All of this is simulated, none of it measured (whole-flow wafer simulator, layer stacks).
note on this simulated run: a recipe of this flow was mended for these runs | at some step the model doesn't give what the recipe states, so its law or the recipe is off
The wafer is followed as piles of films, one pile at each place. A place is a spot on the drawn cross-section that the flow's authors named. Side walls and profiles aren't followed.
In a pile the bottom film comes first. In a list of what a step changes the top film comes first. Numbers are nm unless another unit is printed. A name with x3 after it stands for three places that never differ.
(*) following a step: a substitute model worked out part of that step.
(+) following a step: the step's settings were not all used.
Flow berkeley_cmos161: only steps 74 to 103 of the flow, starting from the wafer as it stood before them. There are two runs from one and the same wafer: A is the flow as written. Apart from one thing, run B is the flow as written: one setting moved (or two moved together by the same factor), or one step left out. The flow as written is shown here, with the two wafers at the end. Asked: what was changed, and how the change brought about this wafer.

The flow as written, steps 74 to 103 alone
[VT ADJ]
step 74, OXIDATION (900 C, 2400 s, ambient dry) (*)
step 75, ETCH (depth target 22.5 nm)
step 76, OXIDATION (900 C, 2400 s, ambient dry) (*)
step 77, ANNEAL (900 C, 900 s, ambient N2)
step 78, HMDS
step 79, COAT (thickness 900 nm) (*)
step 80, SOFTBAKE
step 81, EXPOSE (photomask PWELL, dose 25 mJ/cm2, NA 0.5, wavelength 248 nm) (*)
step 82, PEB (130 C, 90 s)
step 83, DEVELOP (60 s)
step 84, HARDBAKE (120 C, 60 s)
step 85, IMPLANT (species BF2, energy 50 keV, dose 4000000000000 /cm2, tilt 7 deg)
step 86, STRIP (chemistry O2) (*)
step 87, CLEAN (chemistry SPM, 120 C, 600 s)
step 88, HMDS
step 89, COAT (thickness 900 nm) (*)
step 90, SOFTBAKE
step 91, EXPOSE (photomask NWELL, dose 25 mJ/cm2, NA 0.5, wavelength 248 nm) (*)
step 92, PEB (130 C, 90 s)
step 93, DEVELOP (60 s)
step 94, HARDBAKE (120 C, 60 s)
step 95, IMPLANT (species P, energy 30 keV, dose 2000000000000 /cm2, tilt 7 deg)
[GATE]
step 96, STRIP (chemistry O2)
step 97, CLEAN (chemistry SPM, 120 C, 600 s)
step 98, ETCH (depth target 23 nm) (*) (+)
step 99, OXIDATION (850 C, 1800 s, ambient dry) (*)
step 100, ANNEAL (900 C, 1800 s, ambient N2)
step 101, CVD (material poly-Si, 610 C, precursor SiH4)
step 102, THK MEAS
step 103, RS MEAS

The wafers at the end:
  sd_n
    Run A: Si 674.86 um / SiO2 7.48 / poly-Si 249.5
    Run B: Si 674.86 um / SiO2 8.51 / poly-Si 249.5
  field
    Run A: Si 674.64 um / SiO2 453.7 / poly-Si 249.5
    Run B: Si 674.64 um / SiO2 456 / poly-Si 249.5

What caused this: step 76, OXIDATION: 5760 s was run, though the flow has 2400 s.

The path from the change to this, step by step:
  step 76, OXIDATION (900 C, 2400 s, ambient dry) (*)
      sd_n, spacer_n, gate_n, sd_p, spacer_p, gate_p, contact, m1: A +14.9 SiO2 (new film), -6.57 Si | B +26 SiO2 (new film), -11.5 Si
      field: A +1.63 SiO2, -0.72 Si | B +3.91 SiO2, -1.72 Si
  step 98, ETCH (depth target 23 nm) (*) (+)
      sd_n, spacer_n, gate_n, sd_p, spacer_p, gate_p, contact, m1: A -14.9 SiO2 (all of it) | B -23 SiO2
  step 99, OXIDATION (850 C, 1800 s, ambient dry) (*)
      sd_n, spacer_n, gate_n, sd_p, spacer_p, gate_p, contact, m1: A +7.48 SiO2 (new film), -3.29 Si | B +5.48 SiO2, -2.41 Si
